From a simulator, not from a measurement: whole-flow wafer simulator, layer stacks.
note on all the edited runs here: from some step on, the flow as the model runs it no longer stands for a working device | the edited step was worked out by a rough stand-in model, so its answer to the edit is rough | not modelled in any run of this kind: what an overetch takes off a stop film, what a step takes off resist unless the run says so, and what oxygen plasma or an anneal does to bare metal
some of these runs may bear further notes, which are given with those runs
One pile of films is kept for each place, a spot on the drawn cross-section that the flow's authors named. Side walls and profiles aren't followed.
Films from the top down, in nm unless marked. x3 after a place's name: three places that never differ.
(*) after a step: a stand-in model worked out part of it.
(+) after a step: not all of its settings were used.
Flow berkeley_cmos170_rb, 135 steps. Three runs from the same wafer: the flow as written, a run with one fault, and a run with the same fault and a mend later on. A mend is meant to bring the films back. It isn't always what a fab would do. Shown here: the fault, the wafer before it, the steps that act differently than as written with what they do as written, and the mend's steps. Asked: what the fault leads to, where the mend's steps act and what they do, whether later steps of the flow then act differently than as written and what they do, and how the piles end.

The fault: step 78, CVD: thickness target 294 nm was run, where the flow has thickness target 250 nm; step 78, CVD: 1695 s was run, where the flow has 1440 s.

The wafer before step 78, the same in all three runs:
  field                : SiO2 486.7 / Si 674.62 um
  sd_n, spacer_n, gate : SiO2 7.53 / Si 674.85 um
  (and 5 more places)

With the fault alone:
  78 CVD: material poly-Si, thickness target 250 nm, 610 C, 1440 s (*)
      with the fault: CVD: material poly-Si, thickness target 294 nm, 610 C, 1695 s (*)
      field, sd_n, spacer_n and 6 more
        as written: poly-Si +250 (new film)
        with the fault: poly-Si +294 (new film)
  Later steps of the flow that act differently than as written (7 more steps differ only slightly, by at most 2% or 0.5 nm, whichever is larger, and aren't shown):
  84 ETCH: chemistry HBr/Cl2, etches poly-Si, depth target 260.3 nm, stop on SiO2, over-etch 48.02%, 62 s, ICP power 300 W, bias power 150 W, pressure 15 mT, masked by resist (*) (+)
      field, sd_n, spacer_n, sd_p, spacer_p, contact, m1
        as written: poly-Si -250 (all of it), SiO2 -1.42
        with the fault: poly-Si -294 (all of it), SiO2 -0.46
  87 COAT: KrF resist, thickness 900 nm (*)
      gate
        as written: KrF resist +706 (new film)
        with the fault: KrF resist +672.1 (new film)
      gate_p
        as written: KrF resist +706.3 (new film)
        with the fault: KrF resist +672.7 (new film)
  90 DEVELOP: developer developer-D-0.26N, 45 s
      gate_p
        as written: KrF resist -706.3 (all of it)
        with the fault: KrF resist -672.7 (all of it)
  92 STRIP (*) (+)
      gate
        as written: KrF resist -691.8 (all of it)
        with the fault: KrF resist -657.9 (all of it)
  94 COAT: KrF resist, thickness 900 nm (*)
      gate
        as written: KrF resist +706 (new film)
        with the fault: KrF resist +672.1 (new film)
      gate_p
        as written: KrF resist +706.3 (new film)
        with the fault: KrF resist +672.7 (new film)
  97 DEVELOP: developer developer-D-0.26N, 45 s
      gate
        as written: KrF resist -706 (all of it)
        with the fault: KrF resist -672.1 (all of it)
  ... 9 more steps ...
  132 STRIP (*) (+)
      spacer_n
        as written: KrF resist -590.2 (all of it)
        with the fault: KrF resist -570 (all of it)
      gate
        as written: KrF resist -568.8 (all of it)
        with the fault: KrF resist -551.6 (all of it)
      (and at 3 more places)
  At the end the piles differ from the flow's by more than 2% or 0.5 nm, whichever is larger, at spacer_n, gate, spacer_p, gate_p.
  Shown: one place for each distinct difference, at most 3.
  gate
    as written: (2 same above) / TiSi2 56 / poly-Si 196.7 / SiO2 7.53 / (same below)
    with the fault: (2 same above) / TiSi2 56 / poly-Si 240.7 / SiO2 7.53 / (same below)
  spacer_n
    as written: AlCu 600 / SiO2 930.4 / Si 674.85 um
    with the fault: AlCu 600 / SiO2 974.4 / Si 674.85 um
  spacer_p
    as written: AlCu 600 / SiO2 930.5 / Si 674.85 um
    with the fault: AlCu 600 / SiO2 974.5 / Si 674.85 um

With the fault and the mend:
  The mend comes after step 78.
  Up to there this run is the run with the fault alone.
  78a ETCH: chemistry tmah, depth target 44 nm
      field, sd_n, spacer_n and 6 more
        poly-Si -44
  No later step of the flow acts differently than as written at any place that is followed.
  At the end the piles are the same as the flow's at every place that both follow.
